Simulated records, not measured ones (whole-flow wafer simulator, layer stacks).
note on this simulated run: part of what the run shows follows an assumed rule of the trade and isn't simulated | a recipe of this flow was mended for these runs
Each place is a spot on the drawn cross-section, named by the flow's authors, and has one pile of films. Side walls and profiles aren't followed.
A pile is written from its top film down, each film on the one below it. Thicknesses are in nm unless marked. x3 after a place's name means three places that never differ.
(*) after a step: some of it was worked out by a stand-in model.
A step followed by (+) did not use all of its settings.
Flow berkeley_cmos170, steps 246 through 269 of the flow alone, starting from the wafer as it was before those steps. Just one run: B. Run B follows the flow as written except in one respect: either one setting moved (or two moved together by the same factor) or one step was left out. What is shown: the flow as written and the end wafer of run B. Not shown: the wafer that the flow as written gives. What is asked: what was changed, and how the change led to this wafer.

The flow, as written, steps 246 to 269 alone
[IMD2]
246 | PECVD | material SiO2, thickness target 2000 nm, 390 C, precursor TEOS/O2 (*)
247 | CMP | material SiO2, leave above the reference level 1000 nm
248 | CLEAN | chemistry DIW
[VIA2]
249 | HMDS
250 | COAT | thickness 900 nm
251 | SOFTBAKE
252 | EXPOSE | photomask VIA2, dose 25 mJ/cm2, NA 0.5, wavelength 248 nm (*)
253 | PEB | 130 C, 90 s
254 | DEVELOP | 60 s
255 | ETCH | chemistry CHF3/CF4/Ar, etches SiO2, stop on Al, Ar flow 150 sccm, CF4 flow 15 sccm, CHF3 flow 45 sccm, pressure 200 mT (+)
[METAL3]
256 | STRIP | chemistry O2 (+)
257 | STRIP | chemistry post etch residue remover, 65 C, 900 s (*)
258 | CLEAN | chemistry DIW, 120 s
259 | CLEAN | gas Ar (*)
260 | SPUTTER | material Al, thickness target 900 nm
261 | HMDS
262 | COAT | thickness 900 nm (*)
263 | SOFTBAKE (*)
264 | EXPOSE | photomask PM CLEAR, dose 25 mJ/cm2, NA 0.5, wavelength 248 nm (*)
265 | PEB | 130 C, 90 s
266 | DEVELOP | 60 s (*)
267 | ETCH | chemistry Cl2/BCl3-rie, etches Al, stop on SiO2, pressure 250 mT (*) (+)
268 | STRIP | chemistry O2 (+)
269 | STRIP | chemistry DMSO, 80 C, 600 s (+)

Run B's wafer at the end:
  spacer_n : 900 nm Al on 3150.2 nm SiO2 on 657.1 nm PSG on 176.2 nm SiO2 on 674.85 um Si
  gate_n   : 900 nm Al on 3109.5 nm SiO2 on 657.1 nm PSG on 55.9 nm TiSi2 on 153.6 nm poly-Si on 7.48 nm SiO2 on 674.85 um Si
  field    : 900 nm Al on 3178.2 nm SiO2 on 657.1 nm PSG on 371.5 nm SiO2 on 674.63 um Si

Cause: step 246, PECVD: thickness target 1760 nm was run, while the flow as written has thickness target 2000 nm.

The path from the change to this, step by step:
  246 | PECVD | material SiO2, thickness target 2000 nm, 390 C, precursor TEOS/O2 (*)
      field, mark, sd_n, spacer_n, gate_n, sd_p, spacer_p, gate_p: +1760 SiO2 (as written it would have been: +2000 SiO2)
      contact, m1, m2, via2: +1760 SiO2 (new film) (as written it would have been: +2000 SiO2 (new film))
      (also at 1 further place)
  247 | CMP | material SiO2, leave above the reference level 1000 nm
      field, sd_n, spacer_n, gate_n, sd_p, spacer_p, gate_p: nothing (as written it would have been: -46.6 SiO2)
      contact, m1, via1, m2, via2: -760 SiO2 (as written it would have been: -1000 SiO2)
  250 | COAT | thickness 900 nm
      sd_n: +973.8 KrF-resist (new film) (as written it would have been: +900 KrF-resist (new film))
      contact: +823.1 KrF-resist (new film) (as written it would have been: +900 KrF-resist (new film))
      (also at 4 further places)
  254 | DEVELOP | 60 s
      via2: -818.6 KrF-resist (all of it) (as written it would have been: -898 KrF-resist (all of it))
  256 | STRIP | chemistry O2 (+)
      sd_n: -681.3 KrF-resist (all of it) (as written it would have been: -607.6 KrF-resist (all of it))
      contact: -531 KrF-resist (all of it) (as written it would have been: -607.6 KrF-resist (all of it))
      (also at 3 further places)
  262 | COAT | thickness 900 nm (*)
      sd_n: +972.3 KrF-resist (new film) (as written it would have been: +899.3 KrF-resist (new film))
      contact: +817.7 KrF-resist (new film) (as written it would have been: +898.4 KrF-resist (new film))
      (also at 4 further places)
  265 | PEB | 130 C, 90 s
      via2: -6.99 KrF-resist (as written it would have been: -7.55 KrF-resist)
  268 | STRIP | chemistry O2 (+)
      sd_n: -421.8 KrF-resist (all of it) (as written it would have been: -349 KrF-resist (all of it))
      gate_p: -357.2 KrF-resist (all of it) (as written it would have been: -349.6 KrF-resist (all of it))
      (also at 5 further places)
